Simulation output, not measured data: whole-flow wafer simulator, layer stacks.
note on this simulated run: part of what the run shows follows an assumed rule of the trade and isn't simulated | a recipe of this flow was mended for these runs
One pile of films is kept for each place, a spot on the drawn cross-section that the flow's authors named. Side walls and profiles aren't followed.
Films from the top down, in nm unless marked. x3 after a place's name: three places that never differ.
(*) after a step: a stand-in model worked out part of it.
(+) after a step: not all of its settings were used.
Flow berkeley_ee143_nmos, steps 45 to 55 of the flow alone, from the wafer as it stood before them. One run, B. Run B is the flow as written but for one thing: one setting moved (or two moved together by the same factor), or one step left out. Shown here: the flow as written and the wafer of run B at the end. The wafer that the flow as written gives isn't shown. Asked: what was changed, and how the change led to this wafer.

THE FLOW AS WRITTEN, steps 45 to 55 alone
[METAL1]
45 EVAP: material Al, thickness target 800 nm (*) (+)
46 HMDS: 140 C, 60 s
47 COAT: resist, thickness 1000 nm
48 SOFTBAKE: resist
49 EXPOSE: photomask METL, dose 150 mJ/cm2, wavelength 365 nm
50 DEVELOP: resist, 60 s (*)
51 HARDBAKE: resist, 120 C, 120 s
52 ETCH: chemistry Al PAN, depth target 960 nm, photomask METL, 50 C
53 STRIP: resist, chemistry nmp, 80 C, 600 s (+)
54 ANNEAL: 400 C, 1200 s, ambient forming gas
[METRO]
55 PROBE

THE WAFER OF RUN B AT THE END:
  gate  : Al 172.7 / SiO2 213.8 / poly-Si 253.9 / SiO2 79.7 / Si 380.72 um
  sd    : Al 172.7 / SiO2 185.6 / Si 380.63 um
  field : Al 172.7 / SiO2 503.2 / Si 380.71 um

The cause: step 52, ETCH: depth target 614 nm was run, where the flow has depth target 960 nm.

How the change led to this, step by step:
  52 ETCH: chemistry Al PAN, depth target 960 nm, photomask METL, 50 C
      gate, sd, field: Al -614 (as written it would be: Al -786.7 (all of it))
Counting metal films that touch as one body, gate has 1 body; the flow as written gives 0 bodies.
Counting metal films that touch as one body, sd has 1 body; the flow as written gives 0 bodies.
Counting metal films that touch as one body, field has 1 body; the flow as written gives 0 bodies.
